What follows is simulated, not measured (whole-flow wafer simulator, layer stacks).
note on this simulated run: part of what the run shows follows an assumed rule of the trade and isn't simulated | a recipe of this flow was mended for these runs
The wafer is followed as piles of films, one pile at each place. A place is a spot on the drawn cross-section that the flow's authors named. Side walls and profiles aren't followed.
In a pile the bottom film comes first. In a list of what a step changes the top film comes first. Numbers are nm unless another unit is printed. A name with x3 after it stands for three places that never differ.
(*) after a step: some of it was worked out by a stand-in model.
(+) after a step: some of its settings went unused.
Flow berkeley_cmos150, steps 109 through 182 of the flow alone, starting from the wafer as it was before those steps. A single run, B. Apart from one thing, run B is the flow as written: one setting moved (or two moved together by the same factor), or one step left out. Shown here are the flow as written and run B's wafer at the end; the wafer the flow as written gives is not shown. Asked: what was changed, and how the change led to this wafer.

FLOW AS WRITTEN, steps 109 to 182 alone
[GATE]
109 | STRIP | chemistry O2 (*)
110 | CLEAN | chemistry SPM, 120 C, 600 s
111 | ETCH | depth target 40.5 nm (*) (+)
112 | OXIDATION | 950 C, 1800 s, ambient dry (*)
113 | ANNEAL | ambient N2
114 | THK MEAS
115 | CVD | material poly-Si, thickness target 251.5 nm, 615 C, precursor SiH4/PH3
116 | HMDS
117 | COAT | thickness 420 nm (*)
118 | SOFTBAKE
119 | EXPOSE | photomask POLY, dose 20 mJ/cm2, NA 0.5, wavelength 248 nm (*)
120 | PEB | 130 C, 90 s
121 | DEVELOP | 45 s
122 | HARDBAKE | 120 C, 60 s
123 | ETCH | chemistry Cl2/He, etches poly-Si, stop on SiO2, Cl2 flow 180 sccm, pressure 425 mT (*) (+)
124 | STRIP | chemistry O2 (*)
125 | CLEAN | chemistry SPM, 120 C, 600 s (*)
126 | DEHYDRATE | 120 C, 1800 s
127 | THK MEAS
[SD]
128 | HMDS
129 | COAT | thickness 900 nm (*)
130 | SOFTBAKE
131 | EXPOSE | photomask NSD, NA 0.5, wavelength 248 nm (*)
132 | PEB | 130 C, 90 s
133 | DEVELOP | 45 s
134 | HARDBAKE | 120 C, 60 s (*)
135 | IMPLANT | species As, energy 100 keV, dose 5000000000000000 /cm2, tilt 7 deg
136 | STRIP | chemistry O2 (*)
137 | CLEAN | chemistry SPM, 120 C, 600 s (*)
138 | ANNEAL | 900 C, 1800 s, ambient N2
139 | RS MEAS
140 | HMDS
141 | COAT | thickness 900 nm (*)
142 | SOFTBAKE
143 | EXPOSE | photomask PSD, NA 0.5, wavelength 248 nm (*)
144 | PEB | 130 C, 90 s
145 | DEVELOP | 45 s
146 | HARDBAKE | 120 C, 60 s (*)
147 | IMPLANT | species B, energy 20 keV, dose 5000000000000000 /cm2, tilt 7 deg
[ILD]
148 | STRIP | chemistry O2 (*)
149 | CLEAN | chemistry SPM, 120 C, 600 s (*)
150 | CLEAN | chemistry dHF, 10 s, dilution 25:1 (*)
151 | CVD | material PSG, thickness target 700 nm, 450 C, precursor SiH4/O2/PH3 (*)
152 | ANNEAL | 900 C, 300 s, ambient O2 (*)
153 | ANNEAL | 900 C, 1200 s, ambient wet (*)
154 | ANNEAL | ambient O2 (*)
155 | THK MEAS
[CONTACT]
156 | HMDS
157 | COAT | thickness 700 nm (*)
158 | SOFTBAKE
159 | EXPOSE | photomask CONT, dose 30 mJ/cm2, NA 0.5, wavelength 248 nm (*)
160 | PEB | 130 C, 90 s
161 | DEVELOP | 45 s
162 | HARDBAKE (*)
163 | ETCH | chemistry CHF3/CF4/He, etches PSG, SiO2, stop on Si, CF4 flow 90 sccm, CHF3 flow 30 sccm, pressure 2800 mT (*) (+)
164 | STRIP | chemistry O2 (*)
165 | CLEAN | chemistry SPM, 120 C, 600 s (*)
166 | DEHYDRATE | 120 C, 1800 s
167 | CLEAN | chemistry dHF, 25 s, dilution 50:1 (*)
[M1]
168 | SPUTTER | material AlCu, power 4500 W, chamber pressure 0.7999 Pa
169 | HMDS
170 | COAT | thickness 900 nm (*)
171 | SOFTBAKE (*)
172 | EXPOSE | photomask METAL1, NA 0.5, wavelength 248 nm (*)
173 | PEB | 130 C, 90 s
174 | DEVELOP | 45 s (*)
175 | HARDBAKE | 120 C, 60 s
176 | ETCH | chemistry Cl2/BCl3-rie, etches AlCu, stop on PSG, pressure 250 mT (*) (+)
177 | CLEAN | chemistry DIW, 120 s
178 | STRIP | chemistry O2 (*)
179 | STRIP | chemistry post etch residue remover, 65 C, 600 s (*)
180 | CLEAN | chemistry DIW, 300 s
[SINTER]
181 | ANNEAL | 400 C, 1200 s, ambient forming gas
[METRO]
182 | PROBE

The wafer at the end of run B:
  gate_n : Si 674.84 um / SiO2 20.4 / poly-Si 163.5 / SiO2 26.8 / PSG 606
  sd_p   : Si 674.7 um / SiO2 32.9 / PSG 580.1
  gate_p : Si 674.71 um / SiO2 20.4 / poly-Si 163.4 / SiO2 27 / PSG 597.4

Cause: step 115, CVD: thickness target 176 nm was run, whereas the flow has thickness target 251.5 nm.

Step by step, how the change led to this:
  115 | CVD | material poly-Si, thickness target 251.5 nm, 615 C, precursor SiH4/PH3
      field, field_p, sd_n, gate_n, sd_p, gate_p, contact, m1: +176 poly-Si (new film) (in the flow as written it would be: +251.5 poly-Si (new film))
  123 | ETCH | chemistry Cl2/He, etches poly-Si, stop on SiO2, Cl2 flow 180 sccm, pressure 425 mT (*) (+)
      field, field_p, sd_n, sd_p, contact, m1: -176 poly-Si (all of it), -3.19 SiO2 (in the flow as written it would be: -251.5 poly-Si (all of it), -3.19 SiO2)
      gate_n, gate_p: -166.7 KrF-resist (in the flow as written it would be: -220.6 KrF-resist)
  124 | STRIP | chemistry O2 (*)
      gate_n: +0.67 chemical SiO2 (new film), -227.9 KrF-resist (all of it), -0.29 poly-Si (in the flow as written it would be: +0.69 chemical SiO2 (new film), -176.1 KrF-resist (all of it), -0.3 poly-Si)
      gate_p: +0.67 chemical SiO2 (new film), -264.9 KrF-resist (all of it), -0.29 poly-Si (in the flow as written it would be: +0.69 chemical SiO2 (new film), -213.2 KrF-resist (all of it), -0.3 poly-Si)
  129 | COAT | thickness 900 nm (*)
      gate_n: +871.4 thick-KrF-resist (new film) (in the flow as written it would be: +819.9 thick-KrF-resist (new film))
      gate_p: +941.3 thick-KrF-resist (new film) (in the flow as written it would be: +888.9 thick-KrF-resist (new film))
  133 | DEVELOP | 45 s
      gate_n: -869.4 thick-KrF-resist (all of it) (in the flow as written it would be: -818.1 thick-KrF-resist (all of it))
  136 | STRIP | chemistry O2 (*)
      gate_p: -925.8 thick-KrF-resist (all of it), +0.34 chemical SiO2, -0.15 poly-Si (in the flow as written it would be: -873.6 thick-KrF-resist (all of it), +0.34 chemical SiO2, -0.15 poly-Si)
  141 | COAT | thickness 900 nm (*)
      gate_n: +871.2 thick-KrF-resist (new film) (in the flow as written it would be: +819.7 thick-KrF-resist (new film))
      gate_p: +941.2 thick-KrF-resist (new film) (in the flow as written it would be: +888.8 thick-KrF-resist (new film))
  145 | DEVELOP | 45 s
      gate_p: -939 thick-KrF-resist (all of it) (in the flow as written it would be: -886.7 thick-KrF-resist (all of it))
  148 | STRIP | chemistry O2 (*)
      gate_n: -855.8 thick-KrF-resist (all of it), +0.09 chemical SiO2, -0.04 poly-Si (in the flow as written it would be: -804.5 thick-KrF-resist (all of it), +0.09 chemical SiO2, -0.04 poly-Si)
  151 | CVD | material PSG, thickness target 700 nm, 450 C, precursor SiH4/O2/PH3 (*)
      sd_p: +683 PSG (new film) (in the flow as written it would be: +639.5 PSG (new film))
  153 | ANNEAL | 900 C, 1200 s, ambient wet (*)
      sd_p: -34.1 PSG, +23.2 SiO2, -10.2 Si (in the flow as written it would be: -32 PSG, +23.9 SiO2, -10.5 Si)
  157 | COAT | thickness 700 nm (*)
      gate_n: +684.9 KrF-resist (new film) (in the flow as written it would be: +650.5 KrF-resist (new film))
      sd_p: +932.2 KrF-resist (new film) (in the flow as written it would be: +1000.3 KrF-resist (new film))
      (and at 1 other place as well)
  164 | STRIP | chemistry O2 (*)
      field_p: -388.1 KrF-resist (all of it) (in the flow as written it would be: -397.1 KrF-resist (all of it))
      gate_n: -365.5 KrF-resist (all of it) (in the flow as written it would be: -331.2 KrF-resist (all of it))
      (and at 2 other places as well)
  168 | SPUTTER | material AlCu, power 4500 W, chamber pressure 0.7999 Pa
      sd_p: +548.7 AlCu (new film) (in the flow as written it would be: +471.4 AlCu (new film))
  170 | COAT | thickness 900 nm (*)
      gate_n: +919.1 thick-KrF-resist (new film) (in the flow as written it would be: +873.3 thick-KrF-resist (new film))
      sd_p: +1264.8 thick-KrF-resist (new film) (in the flow as written it would be: +1400.4 thick-KrF-resist (new film))
      (and at 1 other place as well)
  174 | DEVELOP | 45 s (*)
      gate_n: -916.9 thick-KrF-resist (all of it), -10 AlCu (in the flow as written it would be: -871.2 thick-KrF-resist (all of it), -10 AlCu)
      sd_p: -1261.6 thick-KrF-resist (all of it), -10 AlCu (in the flow as written it would be: -1396.9 thick-KrF-resist (all of it), -10 AlCu)
      (and at 1 other place as well)
  176 | ETCH | chemistry Cl2/BCl3-rie, etches AlCu, stop on PSG, pressure 250 mT (*) (+)
      sd_p: -538.7 AlCu (all of it), -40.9 PSG (in the flow as written it would be: -461.4 AlCu (all of it), -50.6 PSG)
